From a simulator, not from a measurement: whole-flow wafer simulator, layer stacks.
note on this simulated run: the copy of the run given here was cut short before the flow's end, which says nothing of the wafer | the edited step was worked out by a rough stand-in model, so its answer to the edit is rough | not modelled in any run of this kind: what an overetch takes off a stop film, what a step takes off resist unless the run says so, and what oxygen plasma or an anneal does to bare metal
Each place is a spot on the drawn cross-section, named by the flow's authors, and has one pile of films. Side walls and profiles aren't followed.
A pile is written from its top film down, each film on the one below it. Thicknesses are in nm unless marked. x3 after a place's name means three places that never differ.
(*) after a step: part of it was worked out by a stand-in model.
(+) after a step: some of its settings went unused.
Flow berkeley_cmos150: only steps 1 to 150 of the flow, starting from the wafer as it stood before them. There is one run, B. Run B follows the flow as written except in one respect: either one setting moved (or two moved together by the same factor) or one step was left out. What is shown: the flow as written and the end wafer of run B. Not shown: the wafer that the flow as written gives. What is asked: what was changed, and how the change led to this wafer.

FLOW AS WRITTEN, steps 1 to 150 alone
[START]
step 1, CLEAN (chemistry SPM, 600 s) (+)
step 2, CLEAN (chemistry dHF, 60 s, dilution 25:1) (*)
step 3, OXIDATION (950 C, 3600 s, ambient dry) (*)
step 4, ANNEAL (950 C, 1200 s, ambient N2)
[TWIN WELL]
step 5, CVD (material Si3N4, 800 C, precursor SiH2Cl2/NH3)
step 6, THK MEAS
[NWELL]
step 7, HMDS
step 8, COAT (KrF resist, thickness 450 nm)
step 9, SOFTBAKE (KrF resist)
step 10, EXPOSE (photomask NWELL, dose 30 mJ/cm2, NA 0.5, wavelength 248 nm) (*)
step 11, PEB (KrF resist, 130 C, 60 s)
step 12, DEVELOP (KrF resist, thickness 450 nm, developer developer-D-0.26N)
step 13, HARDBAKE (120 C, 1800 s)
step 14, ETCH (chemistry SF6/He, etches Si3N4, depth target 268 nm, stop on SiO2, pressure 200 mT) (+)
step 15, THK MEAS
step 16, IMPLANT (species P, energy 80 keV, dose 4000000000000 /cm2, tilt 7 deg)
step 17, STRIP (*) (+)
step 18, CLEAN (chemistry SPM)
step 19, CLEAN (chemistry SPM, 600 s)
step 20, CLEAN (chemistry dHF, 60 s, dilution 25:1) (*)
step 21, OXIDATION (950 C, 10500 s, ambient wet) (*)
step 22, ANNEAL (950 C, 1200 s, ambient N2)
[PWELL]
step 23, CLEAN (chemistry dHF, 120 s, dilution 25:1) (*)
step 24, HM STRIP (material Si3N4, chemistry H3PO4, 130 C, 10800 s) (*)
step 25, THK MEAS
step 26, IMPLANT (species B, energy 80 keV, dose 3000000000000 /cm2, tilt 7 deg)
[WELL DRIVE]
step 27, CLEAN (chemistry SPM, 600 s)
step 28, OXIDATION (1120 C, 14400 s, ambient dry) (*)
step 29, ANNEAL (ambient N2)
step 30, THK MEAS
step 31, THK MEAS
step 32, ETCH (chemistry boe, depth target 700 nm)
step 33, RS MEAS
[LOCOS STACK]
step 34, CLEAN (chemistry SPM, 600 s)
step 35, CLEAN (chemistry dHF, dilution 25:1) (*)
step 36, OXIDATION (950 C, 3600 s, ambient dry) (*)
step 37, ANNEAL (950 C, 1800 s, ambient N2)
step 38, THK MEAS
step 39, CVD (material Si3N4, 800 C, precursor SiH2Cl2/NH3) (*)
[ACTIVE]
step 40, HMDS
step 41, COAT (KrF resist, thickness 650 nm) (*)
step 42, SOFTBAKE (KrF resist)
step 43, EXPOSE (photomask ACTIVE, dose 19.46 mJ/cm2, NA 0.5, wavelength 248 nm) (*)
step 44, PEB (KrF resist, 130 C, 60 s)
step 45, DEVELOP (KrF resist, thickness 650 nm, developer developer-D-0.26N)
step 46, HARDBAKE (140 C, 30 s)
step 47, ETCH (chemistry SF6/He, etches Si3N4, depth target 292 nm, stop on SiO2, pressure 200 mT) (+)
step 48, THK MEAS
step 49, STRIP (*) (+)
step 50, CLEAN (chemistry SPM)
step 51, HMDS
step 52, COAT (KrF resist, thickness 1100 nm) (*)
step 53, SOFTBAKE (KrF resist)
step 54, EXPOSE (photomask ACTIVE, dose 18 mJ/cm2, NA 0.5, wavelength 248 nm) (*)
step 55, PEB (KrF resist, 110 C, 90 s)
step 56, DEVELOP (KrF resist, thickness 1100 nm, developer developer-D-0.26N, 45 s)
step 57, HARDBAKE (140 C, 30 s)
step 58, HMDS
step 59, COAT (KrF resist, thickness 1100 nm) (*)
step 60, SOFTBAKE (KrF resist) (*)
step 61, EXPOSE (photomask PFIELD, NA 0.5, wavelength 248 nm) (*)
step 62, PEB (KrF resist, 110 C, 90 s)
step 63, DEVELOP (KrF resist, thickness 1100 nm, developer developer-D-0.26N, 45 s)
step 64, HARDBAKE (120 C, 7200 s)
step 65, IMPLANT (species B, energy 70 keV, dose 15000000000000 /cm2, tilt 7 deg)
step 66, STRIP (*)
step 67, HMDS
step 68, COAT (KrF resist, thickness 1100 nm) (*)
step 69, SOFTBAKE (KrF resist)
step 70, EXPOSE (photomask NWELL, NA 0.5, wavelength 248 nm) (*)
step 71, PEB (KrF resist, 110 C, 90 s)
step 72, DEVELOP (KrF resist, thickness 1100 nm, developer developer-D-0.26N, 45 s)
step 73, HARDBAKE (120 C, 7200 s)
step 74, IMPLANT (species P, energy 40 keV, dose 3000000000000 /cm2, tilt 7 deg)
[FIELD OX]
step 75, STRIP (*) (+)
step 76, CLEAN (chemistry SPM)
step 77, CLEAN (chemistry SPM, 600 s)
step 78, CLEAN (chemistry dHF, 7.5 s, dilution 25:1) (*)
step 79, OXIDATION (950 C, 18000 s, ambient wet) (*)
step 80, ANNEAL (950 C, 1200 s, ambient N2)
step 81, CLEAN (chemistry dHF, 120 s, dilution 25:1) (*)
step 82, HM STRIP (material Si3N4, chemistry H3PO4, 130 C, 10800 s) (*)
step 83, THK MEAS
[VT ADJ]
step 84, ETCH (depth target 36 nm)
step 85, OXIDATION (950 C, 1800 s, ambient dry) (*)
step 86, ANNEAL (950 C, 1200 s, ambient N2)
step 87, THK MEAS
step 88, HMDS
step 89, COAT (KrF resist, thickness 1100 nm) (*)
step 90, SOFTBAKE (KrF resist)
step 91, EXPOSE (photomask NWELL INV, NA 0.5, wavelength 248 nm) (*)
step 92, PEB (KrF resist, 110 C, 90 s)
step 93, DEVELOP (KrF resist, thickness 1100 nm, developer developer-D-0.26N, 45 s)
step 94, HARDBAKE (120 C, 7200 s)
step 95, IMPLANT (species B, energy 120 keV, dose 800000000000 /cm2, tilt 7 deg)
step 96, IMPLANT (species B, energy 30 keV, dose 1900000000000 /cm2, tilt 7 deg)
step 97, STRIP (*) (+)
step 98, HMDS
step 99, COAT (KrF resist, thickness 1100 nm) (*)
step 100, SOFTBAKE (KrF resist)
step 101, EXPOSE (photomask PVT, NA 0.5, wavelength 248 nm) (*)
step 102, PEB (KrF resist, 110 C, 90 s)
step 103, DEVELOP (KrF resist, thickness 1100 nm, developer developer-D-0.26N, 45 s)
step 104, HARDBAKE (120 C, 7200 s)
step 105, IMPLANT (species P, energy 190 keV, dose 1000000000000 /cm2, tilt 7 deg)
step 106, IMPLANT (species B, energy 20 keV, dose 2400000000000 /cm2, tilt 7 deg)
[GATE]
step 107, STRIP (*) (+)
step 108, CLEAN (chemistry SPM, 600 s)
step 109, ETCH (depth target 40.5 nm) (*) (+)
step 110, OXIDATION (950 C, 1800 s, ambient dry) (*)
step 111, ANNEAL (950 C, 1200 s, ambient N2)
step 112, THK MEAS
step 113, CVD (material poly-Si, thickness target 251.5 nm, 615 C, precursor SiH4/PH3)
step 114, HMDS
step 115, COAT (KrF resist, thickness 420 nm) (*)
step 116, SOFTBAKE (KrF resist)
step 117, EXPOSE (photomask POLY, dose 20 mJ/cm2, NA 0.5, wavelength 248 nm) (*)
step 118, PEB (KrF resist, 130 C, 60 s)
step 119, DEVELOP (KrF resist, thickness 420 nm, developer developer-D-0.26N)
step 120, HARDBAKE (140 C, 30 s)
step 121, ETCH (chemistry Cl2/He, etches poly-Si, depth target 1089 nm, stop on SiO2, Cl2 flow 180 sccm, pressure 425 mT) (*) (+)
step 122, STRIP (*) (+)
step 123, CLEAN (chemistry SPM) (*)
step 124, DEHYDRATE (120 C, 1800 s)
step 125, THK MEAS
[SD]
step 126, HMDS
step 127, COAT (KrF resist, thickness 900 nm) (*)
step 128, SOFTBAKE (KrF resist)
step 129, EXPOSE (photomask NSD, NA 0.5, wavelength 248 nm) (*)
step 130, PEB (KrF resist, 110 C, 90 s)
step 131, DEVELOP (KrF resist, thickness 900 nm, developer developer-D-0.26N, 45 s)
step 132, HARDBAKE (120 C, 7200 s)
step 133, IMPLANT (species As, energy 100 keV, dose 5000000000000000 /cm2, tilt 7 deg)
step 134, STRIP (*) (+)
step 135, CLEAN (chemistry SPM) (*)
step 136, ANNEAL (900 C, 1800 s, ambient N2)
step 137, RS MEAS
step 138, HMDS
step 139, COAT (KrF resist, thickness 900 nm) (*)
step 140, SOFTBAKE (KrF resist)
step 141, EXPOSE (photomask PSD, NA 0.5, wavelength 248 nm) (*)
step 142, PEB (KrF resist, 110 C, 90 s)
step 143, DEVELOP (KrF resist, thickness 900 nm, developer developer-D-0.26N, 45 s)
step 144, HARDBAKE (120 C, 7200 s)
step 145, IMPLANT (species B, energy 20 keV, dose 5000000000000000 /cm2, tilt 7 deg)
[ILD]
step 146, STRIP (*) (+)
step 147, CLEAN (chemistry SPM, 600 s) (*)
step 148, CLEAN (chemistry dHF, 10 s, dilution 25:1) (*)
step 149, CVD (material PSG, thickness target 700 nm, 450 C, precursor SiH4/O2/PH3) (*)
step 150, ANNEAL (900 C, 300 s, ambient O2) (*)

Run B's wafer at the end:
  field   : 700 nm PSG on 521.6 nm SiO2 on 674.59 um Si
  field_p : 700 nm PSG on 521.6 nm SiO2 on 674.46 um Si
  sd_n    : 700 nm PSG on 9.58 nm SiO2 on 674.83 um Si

What caused this: step 110, OXIDATION: 917 C was run, while the flow as written has 950 C.

How this came from the change, step by step:
  step 110, OXIDATION (950 C, 1800 s, ambient dry) (*)
      sd_n, gate_n, sd_p, gate_p, contact, m1: +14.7 SiO2 (new film), -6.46 Si (as written it would have been: +20.4 SiO2 (new film), -8.98 Si)
      field, field_p: +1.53 SiO2, -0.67 Si (as written it would have been: +2.49 SiO2, -1.09 Si)
